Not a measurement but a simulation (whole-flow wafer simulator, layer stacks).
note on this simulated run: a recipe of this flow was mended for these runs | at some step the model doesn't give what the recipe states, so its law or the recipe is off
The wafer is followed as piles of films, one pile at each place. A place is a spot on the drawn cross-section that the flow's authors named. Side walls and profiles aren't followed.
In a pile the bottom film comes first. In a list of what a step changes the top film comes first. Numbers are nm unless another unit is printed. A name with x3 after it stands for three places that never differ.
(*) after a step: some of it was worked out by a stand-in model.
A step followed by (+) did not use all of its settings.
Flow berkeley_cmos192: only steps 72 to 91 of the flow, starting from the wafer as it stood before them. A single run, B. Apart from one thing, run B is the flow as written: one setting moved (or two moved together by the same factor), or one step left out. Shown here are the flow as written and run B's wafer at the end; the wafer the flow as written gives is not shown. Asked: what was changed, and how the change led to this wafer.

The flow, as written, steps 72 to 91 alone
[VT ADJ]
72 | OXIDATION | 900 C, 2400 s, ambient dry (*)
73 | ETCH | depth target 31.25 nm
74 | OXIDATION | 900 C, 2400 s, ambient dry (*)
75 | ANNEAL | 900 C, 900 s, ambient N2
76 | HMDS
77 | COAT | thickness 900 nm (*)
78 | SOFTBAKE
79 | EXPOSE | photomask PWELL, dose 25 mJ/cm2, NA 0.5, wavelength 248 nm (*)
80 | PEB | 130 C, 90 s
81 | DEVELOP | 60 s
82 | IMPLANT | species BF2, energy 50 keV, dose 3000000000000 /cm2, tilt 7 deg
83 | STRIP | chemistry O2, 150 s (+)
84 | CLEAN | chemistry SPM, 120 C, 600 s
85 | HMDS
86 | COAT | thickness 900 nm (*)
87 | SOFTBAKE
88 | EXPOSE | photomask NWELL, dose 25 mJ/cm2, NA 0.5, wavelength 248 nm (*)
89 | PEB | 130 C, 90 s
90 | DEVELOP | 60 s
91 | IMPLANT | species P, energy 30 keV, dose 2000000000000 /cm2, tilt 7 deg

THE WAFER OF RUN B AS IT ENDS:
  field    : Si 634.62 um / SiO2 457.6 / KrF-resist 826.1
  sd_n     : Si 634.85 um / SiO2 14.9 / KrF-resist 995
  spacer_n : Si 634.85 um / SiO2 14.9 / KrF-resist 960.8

The reason: step 73, ETCH: depth target 20 nm was run, whereas the flow has depth target 31.25 nm.

How this came from the change, step by step:
  73 | ETCH | depth target 31.25 nm
      field: SiO2 loses 20 (it would be, as written: SiO2 loses 31.2)
